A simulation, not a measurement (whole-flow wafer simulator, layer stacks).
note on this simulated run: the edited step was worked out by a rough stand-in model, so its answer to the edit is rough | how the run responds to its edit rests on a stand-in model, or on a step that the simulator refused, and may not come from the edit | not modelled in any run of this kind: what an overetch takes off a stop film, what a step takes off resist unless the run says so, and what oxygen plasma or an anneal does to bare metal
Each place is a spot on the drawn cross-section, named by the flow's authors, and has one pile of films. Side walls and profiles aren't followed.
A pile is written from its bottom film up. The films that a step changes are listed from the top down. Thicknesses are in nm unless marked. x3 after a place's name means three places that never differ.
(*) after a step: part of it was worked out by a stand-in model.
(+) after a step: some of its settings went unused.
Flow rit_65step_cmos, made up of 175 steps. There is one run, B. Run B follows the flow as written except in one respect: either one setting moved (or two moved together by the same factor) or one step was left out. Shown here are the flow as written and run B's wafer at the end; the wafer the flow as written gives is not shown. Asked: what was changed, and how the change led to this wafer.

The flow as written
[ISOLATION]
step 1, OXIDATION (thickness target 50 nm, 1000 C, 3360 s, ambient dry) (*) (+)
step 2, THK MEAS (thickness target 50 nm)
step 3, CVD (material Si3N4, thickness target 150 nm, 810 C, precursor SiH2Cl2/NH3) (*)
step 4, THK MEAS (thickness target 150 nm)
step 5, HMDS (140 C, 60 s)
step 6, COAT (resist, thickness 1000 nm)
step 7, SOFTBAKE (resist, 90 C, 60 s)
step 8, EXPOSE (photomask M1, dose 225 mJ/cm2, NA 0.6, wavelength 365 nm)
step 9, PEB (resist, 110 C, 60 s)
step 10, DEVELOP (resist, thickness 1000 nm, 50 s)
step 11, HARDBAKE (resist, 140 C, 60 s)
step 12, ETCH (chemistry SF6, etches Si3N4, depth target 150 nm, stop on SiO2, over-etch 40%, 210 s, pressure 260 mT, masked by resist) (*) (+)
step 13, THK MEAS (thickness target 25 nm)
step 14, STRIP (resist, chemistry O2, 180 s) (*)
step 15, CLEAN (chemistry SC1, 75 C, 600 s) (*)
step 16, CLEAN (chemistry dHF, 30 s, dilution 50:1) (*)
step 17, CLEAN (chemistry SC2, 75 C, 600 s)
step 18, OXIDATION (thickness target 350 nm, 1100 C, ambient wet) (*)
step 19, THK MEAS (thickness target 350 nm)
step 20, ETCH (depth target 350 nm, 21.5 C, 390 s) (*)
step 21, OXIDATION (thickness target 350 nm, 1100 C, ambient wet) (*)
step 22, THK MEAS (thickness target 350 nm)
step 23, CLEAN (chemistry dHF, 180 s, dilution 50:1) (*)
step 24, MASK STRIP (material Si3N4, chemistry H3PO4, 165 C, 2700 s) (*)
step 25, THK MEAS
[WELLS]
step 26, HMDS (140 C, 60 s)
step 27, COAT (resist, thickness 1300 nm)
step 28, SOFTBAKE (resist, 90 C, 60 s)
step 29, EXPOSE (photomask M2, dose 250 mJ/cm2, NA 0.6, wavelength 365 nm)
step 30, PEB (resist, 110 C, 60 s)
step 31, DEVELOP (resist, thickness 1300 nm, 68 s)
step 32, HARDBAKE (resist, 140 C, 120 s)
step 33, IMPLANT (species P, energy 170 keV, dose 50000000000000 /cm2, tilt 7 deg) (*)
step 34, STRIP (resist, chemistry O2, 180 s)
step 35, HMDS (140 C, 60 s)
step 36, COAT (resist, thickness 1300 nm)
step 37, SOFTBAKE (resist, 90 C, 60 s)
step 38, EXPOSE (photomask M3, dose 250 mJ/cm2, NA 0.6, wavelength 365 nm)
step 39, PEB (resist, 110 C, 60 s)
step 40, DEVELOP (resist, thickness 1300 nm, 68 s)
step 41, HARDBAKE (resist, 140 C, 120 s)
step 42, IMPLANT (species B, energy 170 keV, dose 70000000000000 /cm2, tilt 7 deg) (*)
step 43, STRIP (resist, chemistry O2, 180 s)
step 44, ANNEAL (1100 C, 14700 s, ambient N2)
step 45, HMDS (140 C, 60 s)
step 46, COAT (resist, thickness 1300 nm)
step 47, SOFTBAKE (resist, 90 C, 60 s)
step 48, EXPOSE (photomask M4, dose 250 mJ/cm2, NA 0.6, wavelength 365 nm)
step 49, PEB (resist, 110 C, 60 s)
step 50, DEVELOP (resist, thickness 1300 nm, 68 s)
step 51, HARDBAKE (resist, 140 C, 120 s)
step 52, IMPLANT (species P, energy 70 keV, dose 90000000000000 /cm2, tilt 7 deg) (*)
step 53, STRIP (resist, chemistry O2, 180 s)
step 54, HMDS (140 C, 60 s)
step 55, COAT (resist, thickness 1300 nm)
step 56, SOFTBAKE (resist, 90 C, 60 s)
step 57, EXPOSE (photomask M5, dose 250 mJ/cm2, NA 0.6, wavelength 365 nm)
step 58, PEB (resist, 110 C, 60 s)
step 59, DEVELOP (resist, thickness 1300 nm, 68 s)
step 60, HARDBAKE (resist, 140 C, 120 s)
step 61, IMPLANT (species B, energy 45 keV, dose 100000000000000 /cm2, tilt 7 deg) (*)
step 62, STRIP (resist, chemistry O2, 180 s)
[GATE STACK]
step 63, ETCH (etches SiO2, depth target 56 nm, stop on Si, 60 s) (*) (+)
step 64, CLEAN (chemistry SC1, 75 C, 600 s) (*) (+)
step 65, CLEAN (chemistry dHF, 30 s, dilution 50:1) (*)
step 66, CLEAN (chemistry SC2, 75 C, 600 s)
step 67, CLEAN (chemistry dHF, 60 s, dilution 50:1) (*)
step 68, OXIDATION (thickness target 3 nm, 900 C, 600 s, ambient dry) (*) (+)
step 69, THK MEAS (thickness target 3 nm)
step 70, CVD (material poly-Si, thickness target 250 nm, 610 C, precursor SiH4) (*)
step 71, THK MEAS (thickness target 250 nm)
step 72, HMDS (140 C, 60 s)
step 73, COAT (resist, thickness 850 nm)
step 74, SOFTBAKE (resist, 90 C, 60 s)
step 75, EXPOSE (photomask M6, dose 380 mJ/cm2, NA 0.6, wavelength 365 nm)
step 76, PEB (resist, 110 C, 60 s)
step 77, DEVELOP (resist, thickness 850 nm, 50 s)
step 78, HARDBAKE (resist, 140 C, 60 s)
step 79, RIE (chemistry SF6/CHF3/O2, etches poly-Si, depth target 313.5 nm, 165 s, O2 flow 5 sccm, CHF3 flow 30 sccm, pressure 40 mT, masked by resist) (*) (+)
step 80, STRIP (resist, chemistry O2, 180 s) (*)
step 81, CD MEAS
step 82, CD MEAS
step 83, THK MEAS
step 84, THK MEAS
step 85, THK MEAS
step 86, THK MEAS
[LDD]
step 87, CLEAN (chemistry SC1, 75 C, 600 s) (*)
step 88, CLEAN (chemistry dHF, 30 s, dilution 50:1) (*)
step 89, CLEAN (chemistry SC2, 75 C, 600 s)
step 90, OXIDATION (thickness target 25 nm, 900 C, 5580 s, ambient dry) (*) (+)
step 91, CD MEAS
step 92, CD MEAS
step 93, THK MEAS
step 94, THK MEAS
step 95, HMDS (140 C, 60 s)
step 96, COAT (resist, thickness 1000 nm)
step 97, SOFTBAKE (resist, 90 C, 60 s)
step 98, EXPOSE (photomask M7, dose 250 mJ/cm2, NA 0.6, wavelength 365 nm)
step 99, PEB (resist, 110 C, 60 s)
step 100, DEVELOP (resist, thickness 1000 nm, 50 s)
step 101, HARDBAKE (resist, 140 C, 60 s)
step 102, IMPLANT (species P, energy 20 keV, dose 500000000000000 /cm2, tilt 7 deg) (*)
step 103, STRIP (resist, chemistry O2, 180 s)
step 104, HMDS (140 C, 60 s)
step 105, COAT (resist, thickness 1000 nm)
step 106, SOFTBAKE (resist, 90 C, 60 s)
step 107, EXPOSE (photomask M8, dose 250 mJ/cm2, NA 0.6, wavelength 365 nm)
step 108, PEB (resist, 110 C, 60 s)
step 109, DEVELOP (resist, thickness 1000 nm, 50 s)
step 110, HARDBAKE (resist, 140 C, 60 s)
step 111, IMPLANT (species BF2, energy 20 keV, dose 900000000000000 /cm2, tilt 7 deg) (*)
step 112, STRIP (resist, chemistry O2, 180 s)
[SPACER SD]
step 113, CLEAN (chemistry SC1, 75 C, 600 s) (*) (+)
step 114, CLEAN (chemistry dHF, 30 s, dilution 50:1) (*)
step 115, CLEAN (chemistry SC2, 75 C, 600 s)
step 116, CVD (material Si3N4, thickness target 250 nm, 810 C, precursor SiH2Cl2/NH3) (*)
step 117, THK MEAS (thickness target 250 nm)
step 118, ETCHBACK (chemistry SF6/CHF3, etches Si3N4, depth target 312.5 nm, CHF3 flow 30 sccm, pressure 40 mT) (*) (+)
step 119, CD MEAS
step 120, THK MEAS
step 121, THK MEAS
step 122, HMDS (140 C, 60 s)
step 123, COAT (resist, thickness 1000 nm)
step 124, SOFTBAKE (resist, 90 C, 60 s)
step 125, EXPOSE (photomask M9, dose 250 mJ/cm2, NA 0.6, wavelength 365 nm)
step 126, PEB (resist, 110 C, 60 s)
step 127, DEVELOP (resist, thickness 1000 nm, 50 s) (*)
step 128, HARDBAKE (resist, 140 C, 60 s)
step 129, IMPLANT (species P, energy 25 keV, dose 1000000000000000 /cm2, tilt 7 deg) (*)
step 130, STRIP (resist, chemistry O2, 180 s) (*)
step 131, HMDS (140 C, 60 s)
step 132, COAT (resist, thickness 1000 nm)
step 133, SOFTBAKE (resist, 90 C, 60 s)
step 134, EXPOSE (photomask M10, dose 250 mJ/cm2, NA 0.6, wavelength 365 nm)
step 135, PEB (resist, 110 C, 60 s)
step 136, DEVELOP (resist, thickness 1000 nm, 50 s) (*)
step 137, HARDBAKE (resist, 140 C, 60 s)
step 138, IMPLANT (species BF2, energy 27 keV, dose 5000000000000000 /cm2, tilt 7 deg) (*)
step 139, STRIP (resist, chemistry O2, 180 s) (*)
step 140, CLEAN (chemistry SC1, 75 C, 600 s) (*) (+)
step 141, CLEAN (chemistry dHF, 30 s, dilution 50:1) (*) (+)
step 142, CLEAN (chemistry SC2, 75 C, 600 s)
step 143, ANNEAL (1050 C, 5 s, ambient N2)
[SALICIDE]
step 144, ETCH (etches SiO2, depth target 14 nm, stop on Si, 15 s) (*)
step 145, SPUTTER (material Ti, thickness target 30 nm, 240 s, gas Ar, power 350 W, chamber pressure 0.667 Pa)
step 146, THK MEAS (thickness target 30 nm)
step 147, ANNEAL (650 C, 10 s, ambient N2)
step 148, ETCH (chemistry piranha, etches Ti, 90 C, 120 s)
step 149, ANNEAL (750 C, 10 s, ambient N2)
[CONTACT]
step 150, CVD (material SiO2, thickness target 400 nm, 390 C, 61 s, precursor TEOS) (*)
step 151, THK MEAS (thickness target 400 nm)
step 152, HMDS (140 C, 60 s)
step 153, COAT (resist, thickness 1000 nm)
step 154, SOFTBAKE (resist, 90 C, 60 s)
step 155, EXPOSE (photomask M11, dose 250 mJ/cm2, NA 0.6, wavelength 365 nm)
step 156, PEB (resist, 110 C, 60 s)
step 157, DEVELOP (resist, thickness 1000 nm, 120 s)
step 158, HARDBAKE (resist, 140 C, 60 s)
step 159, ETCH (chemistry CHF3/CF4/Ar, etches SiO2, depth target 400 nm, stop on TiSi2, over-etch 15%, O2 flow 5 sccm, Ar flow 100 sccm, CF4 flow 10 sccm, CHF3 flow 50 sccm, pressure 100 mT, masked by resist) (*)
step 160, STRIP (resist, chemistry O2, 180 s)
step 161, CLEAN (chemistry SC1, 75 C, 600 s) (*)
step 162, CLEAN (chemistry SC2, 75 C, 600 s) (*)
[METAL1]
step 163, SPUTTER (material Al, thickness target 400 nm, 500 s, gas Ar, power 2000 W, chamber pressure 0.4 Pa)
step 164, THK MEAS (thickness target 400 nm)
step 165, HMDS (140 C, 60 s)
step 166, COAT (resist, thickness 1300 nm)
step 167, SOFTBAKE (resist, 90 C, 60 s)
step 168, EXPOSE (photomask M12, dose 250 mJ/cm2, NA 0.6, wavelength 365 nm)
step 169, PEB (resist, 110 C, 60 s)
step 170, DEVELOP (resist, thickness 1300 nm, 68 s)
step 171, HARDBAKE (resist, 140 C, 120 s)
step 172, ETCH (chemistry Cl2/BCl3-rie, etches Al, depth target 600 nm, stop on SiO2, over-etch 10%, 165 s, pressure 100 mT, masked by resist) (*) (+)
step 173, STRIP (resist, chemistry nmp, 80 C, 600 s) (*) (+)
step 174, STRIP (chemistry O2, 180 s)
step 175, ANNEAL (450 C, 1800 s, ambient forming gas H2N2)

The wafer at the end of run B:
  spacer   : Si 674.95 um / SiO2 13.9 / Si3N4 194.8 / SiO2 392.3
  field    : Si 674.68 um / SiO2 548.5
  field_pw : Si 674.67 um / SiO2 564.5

The reason: step 172, ETCH: depth target 390 nm was run, whereas the flow has depth target 600 nm.

Step by step, how the change led to this:
  step 172, ETCH (chemistry Cl2/BCl3-rie, etches Al, depth target 600 nm, stop on SiO2, over-etch 10%, 165 s, pressure 100 mT, masked by resist) (*) (+)
      field, field_pw, field_p, spacer, spacer_p: Al loses 400 (all of it), SiO2 loses 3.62 (in the flow as written it would be: Al loses 400 (all of it), SiO2 loses 32.5)
      gate_n, gate_p: Al loses 396 (all of it), SiO2 loses 4.13 (in the flow as written it would be: Al loses 396 (all of it), SiO2 loses 33)
      (also at 1 further place)
